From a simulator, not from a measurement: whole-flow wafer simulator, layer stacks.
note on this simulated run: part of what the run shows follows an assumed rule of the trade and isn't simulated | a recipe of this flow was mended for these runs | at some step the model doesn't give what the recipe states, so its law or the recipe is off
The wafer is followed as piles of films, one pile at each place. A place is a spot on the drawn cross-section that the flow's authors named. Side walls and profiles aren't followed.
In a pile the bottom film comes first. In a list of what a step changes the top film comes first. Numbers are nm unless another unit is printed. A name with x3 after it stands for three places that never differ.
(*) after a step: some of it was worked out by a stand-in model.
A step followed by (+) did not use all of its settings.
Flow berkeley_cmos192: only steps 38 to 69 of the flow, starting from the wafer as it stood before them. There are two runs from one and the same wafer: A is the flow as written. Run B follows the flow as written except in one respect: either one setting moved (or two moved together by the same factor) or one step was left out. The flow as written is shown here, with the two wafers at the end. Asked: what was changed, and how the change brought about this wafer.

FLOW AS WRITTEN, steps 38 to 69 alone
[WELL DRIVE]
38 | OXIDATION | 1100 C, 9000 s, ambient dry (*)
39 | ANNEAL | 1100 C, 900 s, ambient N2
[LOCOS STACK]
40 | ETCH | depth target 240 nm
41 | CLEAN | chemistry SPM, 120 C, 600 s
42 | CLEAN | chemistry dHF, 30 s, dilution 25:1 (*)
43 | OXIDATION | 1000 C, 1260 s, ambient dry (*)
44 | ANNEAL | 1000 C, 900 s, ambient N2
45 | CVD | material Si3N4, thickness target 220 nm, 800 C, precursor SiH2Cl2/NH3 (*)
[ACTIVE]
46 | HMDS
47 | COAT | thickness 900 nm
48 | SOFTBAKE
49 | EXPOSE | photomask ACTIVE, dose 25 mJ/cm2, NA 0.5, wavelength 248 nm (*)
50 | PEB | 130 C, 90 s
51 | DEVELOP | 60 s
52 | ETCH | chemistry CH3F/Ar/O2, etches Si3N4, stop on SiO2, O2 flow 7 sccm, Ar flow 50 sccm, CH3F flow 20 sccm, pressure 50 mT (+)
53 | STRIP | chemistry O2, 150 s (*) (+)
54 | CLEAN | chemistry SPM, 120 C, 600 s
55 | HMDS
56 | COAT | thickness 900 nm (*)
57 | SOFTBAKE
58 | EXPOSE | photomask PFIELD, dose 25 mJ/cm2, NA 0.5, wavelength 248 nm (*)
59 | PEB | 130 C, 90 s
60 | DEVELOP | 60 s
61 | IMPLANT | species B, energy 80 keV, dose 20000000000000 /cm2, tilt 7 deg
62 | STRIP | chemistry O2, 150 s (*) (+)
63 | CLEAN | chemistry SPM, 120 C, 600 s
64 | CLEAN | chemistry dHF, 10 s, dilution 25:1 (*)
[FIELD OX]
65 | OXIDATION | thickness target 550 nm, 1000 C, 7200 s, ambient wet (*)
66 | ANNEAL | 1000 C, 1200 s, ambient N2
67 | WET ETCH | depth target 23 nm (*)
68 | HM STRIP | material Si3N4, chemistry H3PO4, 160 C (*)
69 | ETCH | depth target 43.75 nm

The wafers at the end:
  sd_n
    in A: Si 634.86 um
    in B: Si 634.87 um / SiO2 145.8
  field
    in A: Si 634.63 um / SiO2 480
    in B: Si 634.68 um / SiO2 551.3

What caused this: step 40, ETCH: depth target 240 nm, was not run.

How this came from the change, step by step:
  41 | CLEAN | chemistry SPM, 120 C, 600 s
      field, sd_n, spacer_n and 6 more: A chemical SiO2 gains 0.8 (new film), Si loses 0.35 | B nothing
  42 | CLEAN | chemistry dHF, 30 s, dilution 25:1 (*)
      field, sd_n, spacer_n and 6 more: A chemical SiO2 loses 0.8 (all of it) | B SiO2 loses 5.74
  43 | OXIDATION | 1000 C, 1260 s, ambient dry (*)
      field, sd_n, spacer_n and 6 more: A SiO2 gains 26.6 (new film), Si loses 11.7 | B SiO2 gains 7.54, Si loses 3.32
  65 | OXIDATION | thickness target 550 nm, 1000 C, 7200 s, ambient wet (*)
      sd_n, sd_p: A SiO2 gains 12.1 (new film), Si3N4 loses 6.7, SiO2 gains 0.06, Si loses 0.06 | B SiO2 gains 12.1 (new film), Si3N4 loses 6.7
      gate: A SiO2 gains 12.1 (new film), Si3N4 loses 6.7, SiO2 gains 0.05, Si loses 0.05 | B SiO2 gains 12.1 (new film), Si3N4 loses 6.7
      (and at 1 other place as well)
  69 | ETCH | depth target 43.75 nm
      spacer_n, gate, spacer_p, gate_p, contact, m1: A SiO2 loses 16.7 (all of it) | B SiO2 loses 43.8
      sd_n, sd_p: A SiO2 loses 16.8 (all of it) | B SiO2 loses 43.8
